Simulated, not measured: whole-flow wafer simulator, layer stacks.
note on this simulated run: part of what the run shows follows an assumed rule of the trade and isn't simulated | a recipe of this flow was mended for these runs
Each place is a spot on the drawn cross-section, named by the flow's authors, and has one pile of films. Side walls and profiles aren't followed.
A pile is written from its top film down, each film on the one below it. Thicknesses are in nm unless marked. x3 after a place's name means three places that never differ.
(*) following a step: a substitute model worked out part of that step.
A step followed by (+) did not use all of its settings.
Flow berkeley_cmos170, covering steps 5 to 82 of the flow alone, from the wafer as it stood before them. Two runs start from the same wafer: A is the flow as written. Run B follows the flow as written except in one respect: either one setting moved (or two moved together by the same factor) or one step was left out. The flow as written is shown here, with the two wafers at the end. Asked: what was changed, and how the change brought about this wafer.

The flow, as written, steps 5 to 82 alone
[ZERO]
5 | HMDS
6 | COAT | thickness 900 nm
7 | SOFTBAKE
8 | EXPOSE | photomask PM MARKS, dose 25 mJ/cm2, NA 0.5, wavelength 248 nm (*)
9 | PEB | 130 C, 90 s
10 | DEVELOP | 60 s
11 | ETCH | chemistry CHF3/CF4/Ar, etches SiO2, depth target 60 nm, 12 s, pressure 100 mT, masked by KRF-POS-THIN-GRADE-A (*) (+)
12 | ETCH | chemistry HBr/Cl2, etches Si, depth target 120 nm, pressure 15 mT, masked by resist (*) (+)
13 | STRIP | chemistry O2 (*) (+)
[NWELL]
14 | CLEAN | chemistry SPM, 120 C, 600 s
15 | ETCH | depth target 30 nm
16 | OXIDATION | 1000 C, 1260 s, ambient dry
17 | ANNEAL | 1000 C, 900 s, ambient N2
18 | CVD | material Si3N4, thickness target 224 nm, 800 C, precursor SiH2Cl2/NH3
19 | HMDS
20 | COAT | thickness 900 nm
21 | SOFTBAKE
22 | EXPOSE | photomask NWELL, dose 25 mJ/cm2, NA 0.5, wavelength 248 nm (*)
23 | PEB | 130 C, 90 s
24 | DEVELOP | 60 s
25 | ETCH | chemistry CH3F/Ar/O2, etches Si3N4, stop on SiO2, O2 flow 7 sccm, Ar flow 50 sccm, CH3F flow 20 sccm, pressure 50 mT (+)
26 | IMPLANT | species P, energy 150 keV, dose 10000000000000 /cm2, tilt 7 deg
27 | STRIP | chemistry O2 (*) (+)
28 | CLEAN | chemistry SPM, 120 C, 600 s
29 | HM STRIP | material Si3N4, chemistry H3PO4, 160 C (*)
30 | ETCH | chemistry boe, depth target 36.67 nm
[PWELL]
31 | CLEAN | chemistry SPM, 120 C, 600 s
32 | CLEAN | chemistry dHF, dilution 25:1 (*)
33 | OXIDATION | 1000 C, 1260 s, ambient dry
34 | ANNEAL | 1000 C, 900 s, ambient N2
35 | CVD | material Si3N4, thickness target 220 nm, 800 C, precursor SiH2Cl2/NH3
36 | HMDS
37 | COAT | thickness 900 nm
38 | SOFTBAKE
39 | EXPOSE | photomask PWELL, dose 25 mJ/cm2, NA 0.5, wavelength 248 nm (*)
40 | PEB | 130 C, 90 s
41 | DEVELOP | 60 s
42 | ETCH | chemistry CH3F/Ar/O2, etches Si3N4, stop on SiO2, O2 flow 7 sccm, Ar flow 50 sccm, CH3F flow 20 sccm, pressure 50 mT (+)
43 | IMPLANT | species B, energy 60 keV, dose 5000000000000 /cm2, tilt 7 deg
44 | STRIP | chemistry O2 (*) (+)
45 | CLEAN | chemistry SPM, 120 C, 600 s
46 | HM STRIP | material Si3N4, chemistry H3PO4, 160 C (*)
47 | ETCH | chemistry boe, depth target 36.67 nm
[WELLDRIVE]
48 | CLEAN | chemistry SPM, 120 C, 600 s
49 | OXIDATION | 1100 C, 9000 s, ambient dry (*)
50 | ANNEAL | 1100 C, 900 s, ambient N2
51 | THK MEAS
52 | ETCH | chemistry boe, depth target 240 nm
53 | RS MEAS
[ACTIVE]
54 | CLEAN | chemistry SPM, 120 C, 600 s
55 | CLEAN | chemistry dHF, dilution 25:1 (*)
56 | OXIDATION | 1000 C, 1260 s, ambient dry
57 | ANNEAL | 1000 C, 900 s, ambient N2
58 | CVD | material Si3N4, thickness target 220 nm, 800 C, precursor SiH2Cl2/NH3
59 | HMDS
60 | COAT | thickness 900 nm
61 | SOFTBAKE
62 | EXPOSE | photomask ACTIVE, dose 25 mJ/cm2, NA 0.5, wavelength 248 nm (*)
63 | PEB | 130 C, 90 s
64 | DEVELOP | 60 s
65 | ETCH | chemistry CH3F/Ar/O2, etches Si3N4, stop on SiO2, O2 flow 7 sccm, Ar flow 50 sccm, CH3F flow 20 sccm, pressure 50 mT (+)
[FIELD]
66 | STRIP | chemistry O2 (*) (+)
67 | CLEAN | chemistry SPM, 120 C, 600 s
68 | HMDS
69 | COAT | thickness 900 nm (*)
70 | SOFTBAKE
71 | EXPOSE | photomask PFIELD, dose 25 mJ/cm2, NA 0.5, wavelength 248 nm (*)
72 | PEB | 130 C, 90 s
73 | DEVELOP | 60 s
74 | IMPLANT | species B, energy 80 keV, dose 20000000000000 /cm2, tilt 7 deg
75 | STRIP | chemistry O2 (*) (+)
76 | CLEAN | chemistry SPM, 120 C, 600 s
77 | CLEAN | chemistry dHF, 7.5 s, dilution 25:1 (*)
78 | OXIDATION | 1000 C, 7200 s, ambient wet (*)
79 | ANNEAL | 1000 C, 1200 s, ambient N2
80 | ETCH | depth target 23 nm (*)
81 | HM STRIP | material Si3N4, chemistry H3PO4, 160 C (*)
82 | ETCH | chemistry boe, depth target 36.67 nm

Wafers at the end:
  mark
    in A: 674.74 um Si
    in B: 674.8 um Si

Cause: step 12, ETCH: depth target 66 nm was run, while the flow as written has depth target 120 nm.

How this came from the change, step by step:
  12 | ETCH | chemistry HBr/Cl2, etches Si, depth target 120 nm, pressure 15 mT, masked by resist (*) (+)
      field, sd_n, spacer_n and 9 more: A -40 KrF-resist | B -22 KrF-resist
      mark: A -120 Si | B -66 Si
  13 | STRIP | chemistry O2 (*) (+)
      field, sd_n, spacer_n and 9 more: A -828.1 KrF-resist (all of it) | B -846.1 KrF-resist (all of it)
